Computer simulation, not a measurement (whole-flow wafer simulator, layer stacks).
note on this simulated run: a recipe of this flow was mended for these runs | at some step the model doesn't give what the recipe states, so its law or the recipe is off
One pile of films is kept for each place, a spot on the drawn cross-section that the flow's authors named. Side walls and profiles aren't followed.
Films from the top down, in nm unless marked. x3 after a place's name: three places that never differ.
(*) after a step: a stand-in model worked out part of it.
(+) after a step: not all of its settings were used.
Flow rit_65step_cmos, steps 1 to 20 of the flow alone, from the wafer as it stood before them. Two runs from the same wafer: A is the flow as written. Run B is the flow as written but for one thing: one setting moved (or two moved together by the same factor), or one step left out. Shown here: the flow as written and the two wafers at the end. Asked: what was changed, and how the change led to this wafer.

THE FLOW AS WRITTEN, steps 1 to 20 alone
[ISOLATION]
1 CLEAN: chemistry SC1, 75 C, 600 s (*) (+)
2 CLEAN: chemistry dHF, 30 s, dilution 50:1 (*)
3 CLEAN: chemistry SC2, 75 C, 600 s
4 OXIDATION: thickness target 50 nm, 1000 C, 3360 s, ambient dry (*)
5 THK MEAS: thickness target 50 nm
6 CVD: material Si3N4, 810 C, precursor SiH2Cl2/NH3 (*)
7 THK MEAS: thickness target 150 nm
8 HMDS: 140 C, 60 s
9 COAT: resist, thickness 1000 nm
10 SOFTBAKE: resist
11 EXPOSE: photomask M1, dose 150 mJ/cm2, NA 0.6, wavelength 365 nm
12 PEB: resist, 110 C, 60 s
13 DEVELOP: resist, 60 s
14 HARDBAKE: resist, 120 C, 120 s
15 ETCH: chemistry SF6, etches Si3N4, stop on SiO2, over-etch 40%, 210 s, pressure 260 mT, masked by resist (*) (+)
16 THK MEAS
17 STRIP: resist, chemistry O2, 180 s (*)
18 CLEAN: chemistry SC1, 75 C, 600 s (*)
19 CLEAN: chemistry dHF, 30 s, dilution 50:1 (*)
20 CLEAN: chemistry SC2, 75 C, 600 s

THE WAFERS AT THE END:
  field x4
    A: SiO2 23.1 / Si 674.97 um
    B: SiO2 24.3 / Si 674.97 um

The cause: step 18, CLEAN: 61 C was run, where the flow has 75 C.

How the change led to this, step by step:
  18 CLEAN: chemistry SC1, 75 C, 600 s (*)
      field x4: A SiO2 -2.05 | B SiO2 -0.89
